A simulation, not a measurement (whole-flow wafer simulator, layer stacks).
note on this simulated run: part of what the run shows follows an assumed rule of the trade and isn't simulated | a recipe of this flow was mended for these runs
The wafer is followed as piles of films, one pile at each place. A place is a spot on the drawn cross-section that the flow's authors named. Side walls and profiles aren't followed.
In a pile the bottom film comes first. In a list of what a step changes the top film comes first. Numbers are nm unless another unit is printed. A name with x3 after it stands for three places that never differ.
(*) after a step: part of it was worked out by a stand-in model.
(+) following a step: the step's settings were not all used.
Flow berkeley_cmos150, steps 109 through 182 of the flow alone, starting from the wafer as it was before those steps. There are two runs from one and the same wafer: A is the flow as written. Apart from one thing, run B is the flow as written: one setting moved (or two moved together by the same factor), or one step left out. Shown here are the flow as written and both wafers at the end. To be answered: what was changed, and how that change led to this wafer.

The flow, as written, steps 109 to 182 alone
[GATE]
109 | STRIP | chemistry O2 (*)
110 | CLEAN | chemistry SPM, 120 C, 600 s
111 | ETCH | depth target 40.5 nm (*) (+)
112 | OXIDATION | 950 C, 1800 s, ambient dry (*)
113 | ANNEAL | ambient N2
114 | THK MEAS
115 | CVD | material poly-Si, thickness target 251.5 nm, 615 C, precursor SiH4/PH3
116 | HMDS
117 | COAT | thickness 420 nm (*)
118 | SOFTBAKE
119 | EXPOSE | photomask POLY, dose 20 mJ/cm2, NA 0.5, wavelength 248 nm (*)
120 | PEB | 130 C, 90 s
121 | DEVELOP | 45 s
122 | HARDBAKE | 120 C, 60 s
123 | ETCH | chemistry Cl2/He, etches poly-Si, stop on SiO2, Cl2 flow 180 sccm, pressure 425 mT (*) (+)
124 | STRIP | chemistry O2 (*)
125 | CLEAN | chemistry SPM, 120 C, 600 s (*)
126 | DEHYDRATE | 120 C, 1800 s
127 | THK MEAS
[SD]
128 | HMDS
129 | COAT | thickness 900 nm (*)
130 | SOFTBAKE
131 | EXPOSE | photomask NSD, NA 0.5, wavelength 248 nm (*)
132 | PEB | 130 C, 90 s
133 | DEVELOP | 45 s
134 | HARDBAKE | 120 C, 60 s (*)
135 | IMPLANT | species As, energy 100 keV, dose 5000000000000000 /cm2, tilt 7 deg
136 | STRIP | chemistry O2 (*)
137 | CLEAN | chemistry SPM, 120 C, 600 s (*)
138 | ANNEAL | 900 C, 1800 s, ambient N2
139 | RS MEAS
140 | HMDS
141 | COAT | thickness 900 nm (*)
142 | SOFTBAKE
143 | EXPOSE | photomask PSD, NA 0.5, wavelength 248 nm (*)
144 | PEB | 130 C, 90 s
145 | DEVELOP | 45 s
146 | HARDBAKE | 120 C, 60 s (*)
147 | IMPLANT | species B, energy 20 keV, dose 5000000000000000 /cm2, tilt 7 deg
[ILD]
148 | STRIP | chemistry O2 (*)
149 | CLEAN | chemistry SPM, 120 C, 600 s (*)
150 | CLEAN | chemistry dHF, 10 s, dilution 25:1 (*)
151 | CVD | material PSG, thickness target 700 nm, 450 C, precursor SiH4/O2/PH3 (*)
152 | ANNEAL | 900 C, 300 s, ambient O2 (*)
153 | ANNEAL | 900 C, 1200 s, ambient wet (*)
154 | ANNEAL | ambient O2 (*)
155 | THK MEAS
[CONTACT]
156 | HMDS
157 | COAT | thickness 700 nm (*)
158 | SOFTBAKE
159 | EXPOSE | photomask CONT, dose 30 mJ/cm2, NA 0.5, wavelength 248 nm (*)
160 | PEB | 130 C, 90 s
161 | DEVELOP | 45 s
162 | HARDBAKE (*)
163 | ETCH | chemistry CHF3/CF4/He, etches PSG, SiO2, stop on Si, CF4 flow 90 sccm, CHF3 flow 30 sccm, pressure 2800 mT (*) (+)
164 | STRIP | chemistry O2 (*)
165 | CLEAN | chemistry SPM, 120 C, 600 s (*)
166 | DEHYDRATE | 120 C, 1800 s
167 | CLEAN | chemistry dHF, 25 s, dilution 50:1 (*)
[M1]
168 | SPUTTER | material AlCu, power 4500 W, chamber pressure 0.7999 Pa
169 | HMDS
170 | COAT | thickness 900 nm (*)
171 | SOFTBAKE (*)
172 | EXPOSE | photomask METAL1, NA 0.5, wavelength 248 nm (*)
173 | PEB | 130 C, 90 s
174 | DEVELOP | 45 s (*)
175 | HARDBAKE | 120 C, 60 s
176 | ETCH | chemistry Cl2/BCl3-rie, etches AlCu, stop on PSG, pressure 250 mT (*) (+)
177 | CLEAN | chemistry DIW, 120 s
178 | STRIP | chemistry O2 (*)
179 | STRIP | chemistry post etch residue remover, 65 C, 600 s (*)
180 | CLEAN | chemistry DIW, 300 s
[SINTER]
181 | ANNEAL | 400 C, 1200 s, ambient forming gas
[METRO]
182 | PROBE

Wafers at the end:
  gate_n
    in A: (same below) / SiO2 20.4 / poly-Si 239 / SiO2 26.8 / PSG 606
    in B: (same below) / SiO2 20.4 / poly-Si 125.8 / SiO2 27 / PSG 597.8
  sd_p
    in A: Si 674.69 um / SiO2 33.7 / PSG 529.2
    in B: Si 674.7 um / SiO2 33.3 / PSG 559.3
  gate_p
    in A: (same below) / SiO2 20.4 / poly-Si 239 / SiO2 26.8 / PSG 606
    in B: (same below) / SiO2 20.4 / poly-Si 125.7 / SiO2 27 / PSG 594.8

What caused this: step 115, CVD: thickness target 138.3 nm was run, whereas the flow has thickness target 251.5 nm.

The path from the change to this, step by step:
  115 | CVD | material poly-Si, thickness target 251.5 nm, 615 C, precursor SiH4/PH3
      field, field_p, sd_n, gate_n, sd_p, gate_p, contact, m1: A +251.5 poly-Si (new film) | B +138.3 poly-Si (new film)
  117 | COAT | thickness 420 nm (*)
      field: A +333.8 KrF-resist (new film) | B +326.3 KrF-resist (new film)
      sd_n: A +563.3 KrF-resist (new film) | B +550.7 KrF-resist (new film)
  121 | DEVELOP | 45 s
      field: A -333.2 KrF-resist (all of it) | B -325.6 KrF-resist (all of it)
      sd_n: A -562.1 KrF-resist (all of it) | B -549.5 KrF-resist (all of it)
  123 | ETCH | chemistry Cl2/He, etches poly-Si, stop on SiO2, Cl2 flow 180 sccm, pressure 425 mT (*) (+)
      field, field_p, sd_n, sd_p, contact, m1: A -251.5 poly-Si (all of it), -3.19 SiO2 | B -138.3 poly-Si (all of it), -3.19 SiO2
      gate_n, gate_p: A -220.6 KrF-resist | B -139.7 KrF-resist
  124 | STRIP | chemistry O2 (*)
      gate_n: A +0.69 chemical SiO2 (new film), -176.1 KrF-resist (all of it), -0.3 poly-Si | B +0.66 chemical SiO2 (new film), -254 KrF-resist (all of it), -0.29 poly-Si
      gate_p: A +0.69 chemical SiO2 (new film), -213.2 KrF-resist (all of it), -0.3 poly-Si | B +0.66 chemical SiO2 (new film), -290.7 KrF-resist (all of it), -0.29 poly-Si
  129 | COAT | thickness 900 nm (*)
      gate_n: A +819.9 thick-KrF-resist (new film) | B +897.7 thick-KrF-resist (new film)
      gate_p: A +888.9 thick-KrF-resist (new film) | B +967.5 thick-KrF-resist (new film)
  133 | DEVELOP | 45 s
      gate_n: A -818.1 thick-KrF-resist (all of it) | B -895.6 thick-KrF-resist (all of it)
  136 | STRIP | chemistry O2 (*)
      gate_p: A -873.6 thick-KrF-resist (all of it), +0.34 chemical SiO2, -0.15 poly-Si | B -951.9 thick-KrF-resist (all of it), +0.34 chemical SiO2, -0.15 poly-Si
  141 | COAT | thickness 900 nm (*)
      gate_n: A +819.7 thick-KrF-resist (new film) | B +897.8 thick-KrF-resist (new film)
      gate_p: A +888.8 thick-KrF-resist (new film) | B +967.3 thick-KrF-resist (new film)
  145 | DEVELOP | 45 s
      gate_p: A -886.7 thick-KrF-resist (all of it) | B -965 thick-KrF-resist (all of it)
  148 | STRIP | chemistry O2 (*)
      gate_n: A -804.5 thick-KrF-resist (all of it), +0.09 chemical SiO2, -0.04 poly-Si | B -882.4 thick-KrF-resist (all of it), +0.09 chemical SiO2, -0.04 poly-Si
  151 | CVD | material PSG, thickness target 700 nm, 450 C, precursor SiH4/O2/PH3 (*)
      sd_p: A +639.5 PSG (new film) | B +659.6 PSG (new film)
  153 | ANNEAL | 900 C, 1200 s, ambient wet (*)
      sd_p: A -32 PSG, +23.9 SiO2, -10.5 Si | B -33 PSG, +23.6 SiO2, -10.4 Si
  157 | COAT | thickness 700 nm (*)
      gate_n: A +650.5 KrF-resist (new film) | B +706.8 KrF-resist (new film)
      sd_p: A +1000.3 KrF-resist (new film) | B +940.1 KrF-resist (new film)
      (and at 1 other place as well)
  164 | STRIP | chemistry O2 (*)
      field_p: A -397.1 KrF-resist (all of it) | B -382.8 KrF-resist (all of it)
      gate_n: A -331.2 KrF-resist (all of it) | B -387.3 KrF-resist (all of it)
      (and at 2 other places as well)
  168 | SPUTTER | material AlCu, power 4500 W, chamber pressure 0.7999 Pa
      sd_p: A +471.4 AlCu (new film) | B +559.9 AlCu (new film)
  ... 2 further steps ...
  176 | ETCH | chemistry Cl2/BCl3-rie, etches AlCu, stop on PSG, pressure 250 mT (*) (+)
      gate_n: A -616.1 AlCu (all of it), -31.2 PSG | B -607.9 AlCu (all of it), -32.3 PSG
      sd_p: A -461.4 AlCu (all of it), -50.6 PSG | B -549.9 AlCu (all of it), -39.5 PSG
      (and at 1 other place as well)
